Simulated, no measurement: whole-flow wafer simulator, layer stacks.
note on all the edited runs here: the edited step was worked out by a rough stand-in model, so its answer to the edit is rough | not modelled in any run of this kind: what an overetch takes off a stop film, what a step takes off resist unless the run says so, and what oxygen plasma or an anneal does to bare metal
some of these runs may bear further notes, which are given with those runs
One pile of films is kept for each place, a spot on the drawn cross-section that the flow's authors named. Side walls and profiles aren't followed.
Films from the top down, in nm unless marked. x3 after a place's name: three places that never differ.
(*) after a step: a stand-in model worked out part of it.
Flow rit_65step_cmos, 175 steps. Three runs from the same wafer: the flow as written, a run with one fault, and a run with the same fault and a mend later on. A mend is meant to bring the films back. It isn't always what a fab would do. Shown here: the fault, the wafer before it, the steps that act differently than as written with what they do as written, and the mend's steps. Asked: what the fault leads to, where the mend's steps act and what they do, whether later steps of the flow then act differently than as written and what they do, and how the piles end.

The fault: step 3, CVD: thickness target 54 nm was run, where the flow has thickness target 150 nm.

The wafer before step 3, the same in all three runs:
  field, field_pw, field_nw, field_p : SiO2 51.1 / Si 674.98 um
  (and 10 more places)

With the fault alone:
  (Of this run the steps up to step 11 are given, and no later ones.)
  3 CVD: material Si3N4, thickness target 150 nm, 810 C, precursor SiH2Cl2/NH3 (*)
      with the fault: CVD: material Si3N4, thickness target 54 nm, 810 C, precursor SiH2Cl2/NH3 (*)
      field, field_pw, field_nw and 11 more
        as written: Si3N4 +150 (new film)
        with the fault: Si3N4 +54 (new film)
  No later step of the flow up to step 11 acts differently than as written at any place that is followed.
  After step 11 the piles differ from the flow's by more than 2% or 0.5 nm, whichever is larger, at field, field_pw, field_nw and 11 more.
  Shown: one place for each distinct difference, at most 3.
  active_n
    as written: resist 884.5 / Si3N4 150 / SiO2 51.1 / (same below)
    with the fault: resist 884.5 / Si3N4 54 / SiO2 51.1 / (same below)
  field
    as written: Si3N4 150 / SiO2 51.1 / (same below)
    with the fault: Si3N4 54 / SiO2 51.1 / (same below)

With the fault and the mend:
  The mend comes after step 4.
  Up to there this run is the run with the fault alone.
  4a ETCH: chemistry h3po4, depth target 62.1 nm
      field, field_pw, field_nw and 11 more
        Si3N4 -54 (all of it)
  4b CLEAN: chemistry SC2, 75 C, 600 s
      changes no film at any place that is followed
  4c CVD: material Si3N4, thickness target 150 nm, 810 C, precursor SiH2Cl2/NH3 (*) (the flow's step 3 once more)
      field, field_pw, field_nw and 11 more
        Si3N4 +150 (new film)
  No later step of the flow acts differently than as written at any place that is followed.
  At the end the piles are the same as the flow's at every place that both follow.
